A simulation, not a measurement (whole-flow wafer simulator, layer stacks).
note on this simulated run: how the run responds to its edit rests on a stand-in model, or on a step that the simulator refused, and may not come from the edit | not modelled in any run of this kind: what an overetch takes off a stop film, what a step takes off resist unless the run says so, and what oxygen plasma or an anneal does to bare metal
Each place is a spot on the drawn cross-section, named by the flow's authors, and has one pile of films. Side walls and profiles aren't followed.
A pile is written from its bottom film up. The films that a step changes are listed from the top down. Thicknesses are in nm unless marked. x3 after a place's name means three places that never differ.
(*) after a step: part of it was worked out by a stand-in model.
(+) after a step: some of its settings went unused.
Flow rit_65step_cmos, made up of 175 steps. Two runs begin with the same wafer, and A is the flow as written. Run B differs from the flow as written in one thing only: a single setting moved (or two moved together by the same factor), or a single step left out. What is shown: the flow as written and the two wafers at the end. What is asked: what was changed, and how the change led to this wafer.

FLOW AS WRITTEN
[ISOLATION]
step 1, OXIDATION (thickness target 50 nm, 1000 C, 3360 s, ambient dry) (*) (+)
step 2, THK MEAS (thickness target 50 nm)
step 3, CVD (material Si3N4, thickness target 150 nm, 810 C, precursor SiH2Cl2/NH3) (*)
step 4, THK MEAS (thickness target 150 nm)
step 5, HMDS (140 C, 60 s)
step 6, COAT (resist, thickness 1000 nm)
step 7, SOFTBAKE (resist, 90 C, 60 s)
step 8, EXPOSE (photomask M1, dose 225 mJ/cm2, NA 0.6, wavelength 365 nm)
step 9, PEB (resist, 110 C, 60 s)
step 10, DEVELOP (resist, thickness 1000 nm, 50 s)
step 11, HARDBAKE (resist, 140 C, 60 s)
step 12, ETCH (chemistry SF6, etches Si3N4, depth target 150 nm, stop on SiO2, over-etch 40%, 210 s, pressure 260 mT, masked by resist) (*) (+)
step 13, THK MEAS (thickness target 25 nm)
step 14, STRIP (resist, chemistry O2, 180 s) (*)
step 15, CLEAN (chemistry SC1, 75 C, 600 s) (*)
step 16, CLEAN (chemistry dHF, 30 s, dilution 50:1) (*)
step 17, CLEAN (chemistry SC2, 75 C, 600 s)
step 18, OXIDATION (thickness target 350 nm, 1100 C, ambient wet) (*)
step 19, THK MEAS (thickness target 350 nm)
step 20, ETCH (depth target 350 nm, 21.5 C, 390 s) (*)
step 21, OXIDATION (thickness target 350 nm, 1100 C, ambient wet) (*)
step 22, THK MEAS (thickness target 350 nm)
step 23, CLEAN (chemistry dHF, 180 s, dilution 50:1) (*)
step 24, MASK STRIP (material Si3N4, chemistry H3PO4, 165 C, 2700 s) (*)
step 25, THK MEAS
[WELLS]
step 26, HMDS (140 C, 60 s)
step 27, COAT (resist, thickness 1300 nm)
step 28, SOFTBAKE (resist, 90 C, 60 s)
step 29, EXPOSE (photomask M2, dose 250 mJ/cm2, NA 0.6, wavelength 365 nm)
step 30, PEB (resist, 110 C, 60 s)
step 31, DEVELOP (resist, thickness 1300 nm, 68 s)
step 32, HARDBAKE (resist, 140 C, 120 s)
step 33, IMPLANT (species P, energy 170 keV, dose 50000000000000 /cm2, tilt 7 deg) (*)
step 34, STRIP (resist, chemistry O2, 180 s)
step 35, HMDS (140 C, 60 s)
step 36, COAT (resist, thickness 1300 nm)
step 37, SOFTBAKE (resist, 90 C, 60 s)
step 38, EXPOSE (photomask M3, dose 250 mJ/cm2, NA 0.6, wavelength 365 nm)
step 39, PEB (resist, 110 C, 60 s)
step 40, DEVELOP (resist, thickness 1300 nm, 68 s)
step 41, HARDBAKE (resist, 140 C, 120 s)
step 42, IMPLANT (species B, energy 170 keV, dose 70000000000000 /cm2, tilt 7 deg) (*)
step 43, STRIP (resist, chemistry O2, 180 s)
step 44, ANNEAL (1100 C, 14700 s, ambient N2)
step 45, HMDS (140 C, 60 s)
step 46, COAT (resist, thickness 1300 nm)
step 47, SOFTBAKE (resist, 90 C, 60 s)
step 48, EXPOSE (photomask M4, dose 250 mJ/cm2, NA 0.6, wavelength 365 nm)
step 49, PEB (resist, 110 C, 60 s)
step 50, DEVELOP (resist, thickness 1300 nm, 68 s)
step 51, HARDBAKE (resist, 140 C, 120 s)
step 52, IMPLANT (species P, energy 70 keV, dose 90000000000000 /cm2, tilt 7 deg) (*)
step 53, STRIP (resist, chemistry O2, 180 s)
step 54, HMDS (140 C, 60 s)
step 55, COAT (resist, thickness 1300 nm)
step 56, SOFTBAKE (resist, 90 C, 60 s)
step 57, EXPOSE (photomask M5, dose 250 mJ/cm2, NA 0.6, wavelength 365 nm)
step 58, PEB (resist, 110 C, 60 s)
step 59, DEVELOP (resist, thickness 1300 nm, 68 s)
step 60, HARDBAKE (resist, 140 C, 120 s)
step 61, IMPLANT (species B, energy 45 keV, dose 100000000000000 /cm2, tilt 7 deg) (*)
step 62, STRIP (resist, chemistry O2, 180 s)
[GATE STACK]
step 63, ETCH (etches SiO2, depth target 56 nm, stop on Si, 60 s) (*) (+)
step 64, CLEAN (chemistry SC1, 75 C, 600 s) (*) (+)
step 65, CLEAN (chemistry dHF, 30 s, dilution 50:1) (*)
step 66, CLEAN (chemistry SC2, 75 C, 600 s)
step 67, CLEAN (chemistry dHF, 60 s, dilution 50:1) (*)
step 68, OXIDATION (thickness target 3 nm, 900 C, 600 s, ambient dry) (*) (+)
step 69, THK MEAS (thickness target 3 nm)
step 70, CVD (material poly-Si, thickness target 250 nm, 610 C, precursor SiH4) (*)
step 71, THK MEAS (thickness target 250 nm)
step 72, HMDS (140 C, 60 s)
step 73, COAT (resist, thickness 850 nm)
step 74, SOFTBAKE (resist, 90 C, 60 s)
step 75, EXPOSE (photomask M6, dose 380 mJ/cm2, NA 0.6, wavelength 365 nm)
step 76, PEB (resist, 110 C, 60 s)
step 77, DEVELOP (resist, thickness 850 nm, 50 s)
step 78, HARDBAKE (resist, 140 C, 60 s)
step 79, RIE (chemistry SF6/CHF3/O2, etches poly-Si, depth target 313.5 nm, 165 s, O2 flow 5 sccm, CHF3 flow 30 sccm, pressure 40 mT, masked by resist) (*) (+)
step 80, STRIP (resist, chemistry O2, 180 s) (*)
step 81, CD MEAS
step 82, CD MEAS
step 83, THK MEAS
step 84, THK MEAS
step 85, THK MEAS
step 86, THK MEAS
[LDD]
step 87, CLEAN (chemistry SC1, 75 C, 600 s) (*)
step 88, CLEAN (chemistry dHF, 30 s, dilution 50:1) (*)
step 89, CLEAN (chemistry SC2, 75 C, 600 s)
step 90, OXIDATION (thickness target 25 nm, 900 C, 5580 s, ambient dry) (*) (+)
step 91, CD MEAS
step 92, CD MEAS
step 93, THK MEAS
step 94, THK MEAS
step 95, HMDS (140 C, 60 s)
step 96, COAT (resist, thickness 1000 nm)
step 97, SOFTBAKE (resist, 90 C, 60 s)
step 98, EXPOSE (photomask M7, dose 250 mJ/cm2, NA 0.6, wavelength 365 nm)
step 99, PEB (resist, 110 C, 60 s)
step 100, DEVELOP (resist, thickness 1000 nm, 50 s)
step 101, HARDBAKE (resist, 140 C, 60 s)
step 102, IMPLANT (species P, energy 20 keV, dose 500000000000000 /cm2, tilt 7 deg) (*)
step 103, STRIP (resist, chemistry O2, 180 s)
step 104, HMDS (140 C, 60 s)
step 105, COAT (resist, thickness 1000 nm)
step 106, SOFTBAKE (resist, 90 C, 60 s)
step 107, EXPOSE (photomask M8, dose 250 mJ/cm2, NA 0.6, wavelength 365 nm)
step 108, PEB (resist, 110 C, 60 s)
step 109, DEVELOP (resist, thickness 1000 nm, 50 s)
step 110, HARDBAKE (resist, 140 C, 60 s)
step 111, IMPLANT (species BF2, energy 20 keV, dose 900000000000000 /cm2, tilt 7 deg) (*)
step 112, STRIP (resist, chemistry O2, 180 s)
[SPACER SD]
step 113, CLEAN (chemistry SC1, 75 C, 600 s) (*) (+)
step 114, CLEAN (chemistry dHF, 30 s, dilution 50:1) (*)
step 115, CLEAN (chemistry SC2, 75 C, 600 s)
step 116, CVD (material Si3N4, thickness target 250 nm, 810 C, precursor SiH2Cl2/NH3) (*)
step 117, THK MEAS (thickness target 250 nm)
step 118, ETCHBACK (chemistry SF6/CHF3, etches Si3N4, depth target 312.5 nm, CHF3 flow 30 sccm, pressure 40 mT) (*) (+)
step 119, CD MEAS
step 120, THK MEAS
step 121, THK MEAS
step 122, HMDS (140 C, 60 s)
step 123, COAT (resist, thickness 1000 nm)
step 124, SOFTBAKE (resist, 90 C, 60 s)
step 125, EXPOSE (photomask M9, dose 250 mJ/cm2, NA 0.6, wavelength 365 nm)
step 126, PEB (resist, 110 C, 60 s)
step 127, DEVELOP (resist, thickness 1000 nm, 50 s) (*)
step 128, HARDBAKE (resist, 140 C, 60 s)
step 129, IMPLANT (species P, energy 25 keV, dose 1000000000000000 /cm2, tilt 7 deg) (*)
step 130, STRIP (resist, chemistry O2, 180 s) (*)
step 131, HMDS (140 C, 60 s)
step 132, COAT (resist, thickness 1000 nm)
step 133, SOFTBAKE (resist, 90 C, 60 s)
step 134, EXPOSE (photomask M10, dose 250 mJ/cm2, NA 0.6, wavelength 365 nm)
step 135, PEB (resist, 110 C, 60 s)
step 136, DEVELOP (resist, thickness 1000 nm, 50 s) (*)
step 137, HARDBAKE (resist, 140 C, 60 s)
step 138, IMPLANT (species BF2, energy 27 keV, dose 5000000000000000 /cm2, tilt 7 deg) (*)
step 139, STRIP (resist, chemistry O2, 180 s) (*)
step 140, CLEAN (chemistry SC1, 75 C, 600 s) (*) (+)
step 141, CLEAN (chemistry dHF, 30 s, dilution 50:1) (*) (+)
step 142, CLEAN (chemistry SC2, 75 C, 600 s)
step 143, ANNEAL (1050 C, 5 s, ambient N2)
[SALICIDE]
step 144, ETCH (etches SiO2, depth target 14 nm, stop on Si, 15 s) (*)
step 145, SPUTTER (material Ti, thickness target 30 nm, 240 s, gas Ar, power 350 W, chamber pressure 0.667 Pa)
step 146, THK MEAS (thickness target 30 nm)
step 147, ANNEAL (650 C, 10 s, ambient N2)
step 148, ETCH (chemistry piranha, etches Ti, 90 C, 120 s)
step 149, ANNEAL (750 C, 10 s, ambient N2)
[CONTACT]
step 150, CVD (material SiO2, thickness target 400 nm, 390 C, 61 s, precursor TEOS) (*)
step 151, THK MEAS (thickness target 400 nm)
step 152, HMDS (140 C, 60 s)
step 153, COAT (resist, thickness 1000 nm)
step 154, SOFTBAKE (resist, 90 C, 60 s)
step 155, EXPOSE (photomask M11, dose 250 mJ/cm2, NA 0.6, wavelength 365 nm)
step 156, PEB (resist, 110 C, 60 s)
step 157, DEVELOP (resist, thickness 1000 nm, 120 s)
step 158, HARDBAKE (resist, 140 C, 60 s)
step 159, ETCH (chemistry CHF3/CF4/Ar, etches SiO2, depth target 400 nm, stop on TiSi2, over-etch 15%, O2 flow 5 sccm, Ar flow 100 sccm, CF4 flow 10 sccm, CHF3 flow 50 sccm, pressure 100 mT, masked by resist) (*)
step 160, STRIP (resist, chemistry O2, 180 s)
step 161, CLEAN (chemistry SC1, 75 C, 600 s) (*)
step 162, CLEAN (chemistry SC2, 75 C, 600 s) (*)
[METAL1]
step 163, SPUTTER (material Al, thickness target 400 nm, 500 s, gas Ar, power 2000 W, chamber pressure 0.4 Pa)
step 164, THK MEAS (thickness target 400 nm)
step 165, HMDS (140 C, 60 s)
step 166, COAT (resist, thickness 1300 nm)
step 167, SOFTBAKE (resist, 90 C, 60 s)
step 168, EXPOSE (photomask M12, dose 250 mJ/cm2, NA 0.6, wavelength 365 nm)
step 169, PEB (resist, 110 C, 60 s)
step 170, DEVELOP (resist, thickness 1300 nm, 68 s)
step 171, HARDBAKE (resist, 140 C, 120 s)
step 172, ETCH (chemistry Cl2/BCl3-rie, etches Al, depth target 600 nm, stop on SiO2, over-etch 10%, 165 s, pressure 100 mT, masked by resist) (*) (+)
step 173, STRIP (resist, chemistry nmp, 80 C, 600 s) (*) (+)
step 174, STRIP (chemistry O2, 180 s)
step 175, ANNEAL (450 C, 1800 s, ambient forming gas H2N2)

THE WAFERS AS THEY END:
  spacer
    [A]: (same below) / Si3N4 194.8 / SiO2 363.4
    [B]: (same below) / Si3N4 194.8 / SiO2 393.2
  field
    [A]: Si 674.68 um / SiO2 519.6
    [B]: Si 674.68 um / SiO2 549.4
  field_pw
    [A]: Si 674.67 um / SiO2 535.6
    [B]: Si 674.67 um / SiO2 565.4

The reason: step 163, SPUTTER: thickness target 638 nm was run, whereas the flow has thickness target 400 nm; step 163, SPUTTER: 798 s was run, where the flow has 500 s.

How this came from the change, step by step:
  step 163, SPUTTER (material Al, thickness target 400 nm, 500 s, gas Ar, power 2000 W, chamber pressure 0.4 Pa)
      field, field_pw, field_p, spacer, spacer_p: A +400 Al (new film) | B +638 Al (new film)
      gate_n, gate_p: A +396 Al (new film) | B +571.3 Al (new film)
      (and at 1 other place as well)
  step 166, COAT (resist, thickness 1300 nm)
      gate_n: A +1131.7 resist (new film) | B +1197.1 resist (new film)
      gate_p: A +1135.6 resist (new film) | B +1200.4 resist (new film)
  step 169, PEB (resist, 110 C, 60 s)
      gate_n: A -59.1 resist | B -62.7 resist
      gate_p: A -59.3 resist | B -62.9 resist
  step 170, DEVELOP (resist, thickness 1300 nm, 68 s)
      gate_n: A -1072.6 resist (all of it) | B -1134.4 resist (all of it)
      gate_p: A -1076.3 resist (all of it) | B -1137.5 resist (all of it)
  step 172, ETCH (chemistry Cl2/BCl3-rie, etches Al, depth target 600 nm, stop on SiO2, over-etch 10%, 165 s, pressure 100 mT, masked by resist) (*) (+)
      field, field_pw, field_p, spacer, spacer_p: A -400 Al (all of it), -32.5 SiO2 | B -638 Al (all of it), -2.75 SiO2
      gate_n, gate_p: A -396 Al (all of it), -33 SiO2 | B -571.3 Al (all of it), -11.1 SiO2
      (and at 1 other place as well)
